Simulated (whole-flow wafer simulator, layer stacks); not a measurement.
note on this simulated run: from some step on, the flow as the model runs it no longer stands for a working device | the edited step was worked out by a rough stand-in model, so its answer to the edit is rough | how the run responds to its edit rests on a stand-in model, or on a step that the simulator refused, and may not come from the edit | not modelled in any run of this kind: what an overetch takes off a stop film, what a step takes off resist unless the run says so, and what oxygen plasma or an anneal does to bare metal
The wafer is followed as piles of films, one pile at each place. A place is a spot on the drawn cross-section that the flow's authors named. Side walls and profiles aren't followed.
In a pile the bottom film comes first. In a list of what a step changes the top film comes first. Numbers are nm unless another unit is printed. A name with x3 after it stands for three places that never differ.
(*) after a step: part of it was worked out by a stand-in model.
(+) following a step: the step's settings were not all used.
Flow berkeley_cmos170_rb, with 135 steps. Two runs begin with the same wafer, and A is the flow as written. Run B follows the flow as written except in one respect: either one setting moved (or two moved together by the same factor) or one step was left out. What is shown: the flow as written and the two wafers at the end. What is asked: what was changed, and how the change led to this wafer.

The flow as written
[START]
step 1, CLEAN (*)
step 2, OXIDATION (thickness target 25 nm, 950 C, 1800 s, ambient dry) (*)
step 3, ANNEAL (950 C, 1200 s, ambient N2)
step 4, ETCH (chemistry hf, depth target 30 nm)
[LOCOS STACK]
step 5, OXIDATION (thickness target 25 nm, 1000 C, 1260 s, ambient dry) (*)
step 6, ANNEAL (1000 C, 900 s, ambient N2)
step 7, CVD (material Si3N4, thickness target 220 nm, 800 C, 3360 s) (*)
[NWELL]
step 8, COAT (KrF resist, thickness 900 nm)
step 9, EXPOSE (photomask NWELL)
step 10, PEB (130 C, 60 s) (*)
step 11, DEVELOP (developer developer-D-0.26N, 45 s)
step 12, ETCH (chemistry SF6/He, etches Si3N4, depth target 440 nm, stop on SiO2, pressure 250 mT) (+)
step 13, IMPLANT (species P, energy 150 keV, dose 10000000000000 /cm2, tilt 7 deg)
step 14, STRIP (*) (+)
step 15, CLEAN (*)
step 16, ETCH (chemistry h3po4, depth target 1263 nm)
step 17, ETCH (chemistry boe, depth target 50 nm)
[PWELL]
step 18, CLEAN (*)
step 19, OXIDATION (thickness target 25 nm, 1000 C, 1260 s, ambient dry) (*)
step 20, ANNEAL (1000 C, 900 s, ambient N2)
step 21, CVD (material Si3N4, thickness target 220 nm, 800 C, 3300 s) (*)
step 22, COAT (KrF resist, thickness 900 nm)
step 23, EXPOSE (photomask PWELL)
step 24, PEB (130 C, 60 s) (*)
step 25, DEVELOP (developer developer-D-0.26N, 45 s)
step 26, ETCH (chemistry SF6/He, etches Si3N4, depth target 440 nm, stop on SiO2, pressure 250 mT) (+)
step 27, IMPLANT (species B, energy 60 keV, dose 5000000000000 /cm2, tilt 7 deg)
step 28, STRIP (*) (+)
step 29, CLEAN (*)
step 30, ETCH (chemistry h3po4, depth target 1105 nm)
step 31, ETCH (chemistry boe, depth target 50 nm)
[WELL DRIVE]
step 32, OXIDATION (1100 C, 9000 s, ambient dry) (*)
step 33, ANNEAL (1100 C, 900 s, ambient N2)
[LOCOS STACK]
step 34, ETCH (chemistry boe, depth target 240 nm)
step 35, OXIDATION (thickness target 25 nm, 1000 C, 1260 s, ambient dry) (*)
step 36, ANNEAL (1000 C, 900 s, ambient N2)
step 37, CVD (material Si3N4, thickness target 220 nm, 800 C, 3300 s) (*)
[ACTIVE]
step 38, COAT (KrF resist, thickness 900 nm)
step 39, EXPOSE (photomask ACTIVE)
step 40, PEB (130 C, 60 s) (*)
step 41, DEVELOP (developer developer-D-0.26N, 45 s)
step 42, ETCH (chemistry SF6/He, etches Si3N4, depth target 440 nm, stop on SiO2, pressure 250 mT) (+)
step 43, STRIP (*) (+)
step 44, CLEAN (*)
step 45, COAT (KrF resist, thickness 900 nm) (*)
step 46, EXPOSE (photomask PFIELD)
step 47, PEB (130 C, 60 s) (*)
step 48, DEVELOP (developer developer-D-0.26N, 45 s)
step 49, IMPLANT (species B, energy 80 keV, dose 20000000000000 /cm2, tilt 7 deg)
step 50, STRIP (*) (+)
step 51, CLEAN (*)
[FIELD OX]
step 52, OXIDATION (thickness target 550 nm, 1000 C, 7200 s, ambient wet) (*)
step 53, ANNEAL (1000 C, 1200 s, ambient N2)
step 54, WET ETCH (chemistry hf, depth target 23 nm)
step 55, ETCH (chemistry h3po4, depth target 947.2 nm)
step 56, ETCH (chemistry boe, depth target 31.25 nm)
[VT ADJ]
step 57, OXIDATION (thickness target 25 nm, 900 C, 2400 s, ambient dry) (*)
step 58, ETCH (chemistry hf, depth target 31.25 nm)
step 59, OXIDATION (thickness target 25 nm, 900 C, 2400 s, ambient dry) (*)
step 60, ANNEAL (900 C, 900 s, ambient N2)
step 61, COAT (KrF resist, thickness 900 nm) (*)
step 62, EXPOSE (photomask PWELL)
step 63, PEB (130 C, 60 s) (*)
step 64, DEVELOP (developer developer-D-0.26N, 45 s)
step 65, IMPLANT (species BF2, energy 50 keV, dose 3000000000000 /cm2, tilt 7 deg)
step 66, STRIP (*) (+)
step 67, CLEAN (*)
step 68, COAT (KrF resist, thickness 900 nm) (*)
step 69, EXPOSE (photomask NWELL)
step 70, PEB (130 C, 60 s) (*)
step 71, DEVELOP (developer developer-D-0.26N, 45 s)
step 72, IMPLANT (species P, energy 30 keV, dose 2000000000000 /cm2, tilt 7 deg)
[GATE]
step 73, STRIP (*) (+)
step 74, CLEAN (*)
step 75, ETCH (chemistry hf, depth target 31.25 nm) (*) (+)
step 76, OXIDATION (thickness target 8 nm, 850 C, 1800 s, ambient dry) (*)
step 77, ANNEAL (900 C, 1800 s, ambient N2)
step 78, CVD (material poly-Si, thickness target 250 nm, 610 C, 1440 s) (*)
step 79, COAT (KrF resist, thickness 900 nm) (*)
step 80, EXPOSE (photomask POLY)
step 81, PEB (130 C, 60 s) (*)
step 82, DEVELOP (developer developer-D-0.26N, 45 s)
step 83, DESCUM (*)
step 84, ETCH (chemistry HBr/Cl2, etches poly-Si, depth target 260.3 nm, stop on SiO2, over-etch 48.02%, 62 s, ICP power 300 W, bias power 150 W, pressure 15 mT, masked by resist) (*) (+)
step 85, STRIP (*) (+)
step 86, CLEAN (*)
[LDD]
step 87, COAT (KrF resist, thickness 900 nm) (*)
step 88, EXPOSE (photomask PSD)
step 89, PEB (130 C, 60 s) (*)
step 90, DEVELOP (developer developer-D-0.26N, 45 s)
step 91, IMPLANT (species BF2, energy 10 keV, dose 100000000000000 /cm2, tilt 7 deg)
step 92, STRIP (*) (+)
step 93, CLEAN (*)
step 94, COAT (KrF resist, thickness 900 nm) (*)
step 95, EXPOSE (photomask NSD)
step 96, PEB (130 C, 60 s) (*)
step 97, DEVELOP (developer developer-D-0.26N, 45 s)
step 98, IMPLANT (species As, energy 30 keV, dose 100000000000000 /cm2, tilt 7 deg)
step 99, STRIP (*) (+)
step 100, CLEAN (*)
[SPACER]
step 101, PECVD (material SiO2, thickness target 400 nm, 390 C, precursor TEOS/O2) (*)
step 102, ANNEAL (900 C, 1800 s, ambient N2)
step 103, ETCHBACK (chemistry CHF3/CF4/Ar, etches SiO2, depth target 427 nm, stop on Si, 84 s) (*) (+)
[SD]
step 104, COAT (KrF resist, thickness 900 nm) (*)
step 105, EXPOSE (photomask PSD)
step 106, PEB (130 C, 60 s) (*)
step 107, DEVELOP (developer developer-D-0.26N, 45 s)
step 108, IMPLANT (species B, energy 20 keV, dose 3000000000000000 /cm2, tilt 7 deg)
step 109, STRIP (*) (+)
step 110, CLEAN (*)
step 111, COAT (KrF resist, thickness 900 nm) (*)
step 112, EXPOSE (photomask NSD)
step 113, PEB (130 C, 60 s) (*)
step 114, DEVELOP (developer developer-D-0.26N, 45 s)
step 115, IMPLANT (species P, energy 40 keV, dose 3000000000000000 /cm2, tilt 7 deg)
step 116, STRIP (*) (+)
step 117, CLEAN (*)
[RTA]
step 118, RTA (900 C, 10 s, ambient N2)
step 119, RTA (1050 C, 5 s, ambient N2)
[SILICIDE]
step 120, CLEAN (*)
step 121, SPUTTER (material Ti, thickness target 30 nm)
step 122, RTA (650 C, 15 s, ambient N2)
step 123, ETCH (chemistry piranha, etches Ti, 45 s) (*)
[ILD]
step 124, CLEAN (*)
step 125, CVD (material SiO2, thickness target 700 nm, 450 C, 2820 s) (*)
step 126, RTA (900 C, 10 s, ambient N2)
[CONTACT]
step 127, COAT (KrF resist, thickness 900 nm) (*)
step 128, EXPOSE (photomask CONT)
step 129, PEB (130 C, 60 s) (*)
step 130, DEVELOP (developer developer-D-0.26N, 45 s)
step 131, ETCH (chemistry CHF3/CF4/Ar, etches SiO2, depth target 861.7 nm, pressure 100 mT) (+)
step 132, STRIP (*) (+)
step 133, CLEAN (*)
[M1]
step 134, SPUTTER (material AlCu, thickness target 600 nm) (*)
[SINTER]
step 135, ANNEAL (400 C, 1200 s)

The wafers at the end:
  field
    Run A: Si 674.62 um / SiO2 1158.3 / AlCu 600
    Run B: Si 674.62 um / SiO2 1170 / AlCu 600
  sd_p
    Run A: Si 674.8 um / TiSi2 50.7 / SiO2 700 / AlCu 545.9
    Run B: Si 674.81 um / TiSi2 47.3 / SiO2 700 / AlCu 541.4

What caused this: step 75, ETCH: depth target 19.56 nm was run, whereas the flow has depth target 31.25 nm.

How this came from the change, step by step:
  step 75, ETCH (chemistry hf, depth target 31.25 nm) (*) (+)
      field: A -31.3 SiO2 | B -19.6 SiO2
  step 121, SPUTTER (material Ti, thickness target 30 nm)
      sd_p: A +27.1 Ti (new film) | B +25.3 Ti (new film)
  step 122, RTA (650 C, 15 s, ambient N2)
      sd_p: A -21.1 Ti, +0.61 TiSi first (new film), +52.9 TiSi2 C49 (new film), -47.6 Si | B -19.7 Ti, +50.2 TiSi2 C49 (new film), -44.8 Si
  step 126, RTA (900 C, 10 s, ambient N2)
      sd_p: A under 1 film: +50.7 TiSi2 (new film), -0.61 TiSi first (all of it), -52.9 TiSi2 C49 (all of it), -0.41 Si | B under 1 film: +47.3 TiSi2 (new film), -50.2 TiSi2 C49 (all of it)
